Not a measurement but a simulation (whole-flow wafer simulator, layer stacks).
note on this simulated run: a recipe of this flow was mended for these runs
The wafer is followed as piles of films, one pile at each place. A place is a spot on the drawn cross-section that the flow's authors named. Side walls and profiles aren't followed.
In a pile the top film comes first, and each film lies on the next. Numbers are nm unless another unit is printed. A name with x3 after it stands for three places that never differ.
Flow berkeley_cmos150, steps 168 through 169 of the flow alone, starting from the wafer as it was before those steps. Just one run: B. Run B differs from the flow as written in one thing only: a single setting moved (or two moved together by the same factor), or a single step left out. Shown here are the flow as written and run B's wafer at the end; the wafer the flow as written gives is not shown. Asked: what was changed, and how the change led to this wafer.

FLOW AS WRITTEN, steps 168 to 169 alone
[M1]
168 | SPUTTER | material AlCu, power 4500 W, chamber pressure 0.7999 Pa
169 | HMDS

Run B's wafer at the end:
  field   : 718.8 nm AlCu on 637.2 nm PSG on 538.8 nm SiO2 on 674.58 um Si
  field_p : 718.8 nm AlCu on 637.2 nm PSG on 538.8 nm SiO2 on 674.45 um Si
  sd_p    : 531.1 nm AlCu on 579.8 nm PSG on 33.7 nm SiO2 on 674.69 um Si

The reason: step 168, SPUTTER: chamber pressure 0.512 Pa was run, while the flow as written has chamber pressure 0.7999 Pa.

The path from the change to this, step by step:
  168 | SPUTTER | material AlCu, power 4500 W, chamber pressure 0.7999 Pa
      field, sd_n, gate_n, gate_p, m1: +718.8 AlCu (new film) (it would be, as written: +626.1 AlCu (new film))
      field_p: +718.8 AlCu (new film) (it would be, as written: +619.8 AlCu (new film))
      (as well as at 2 more places)
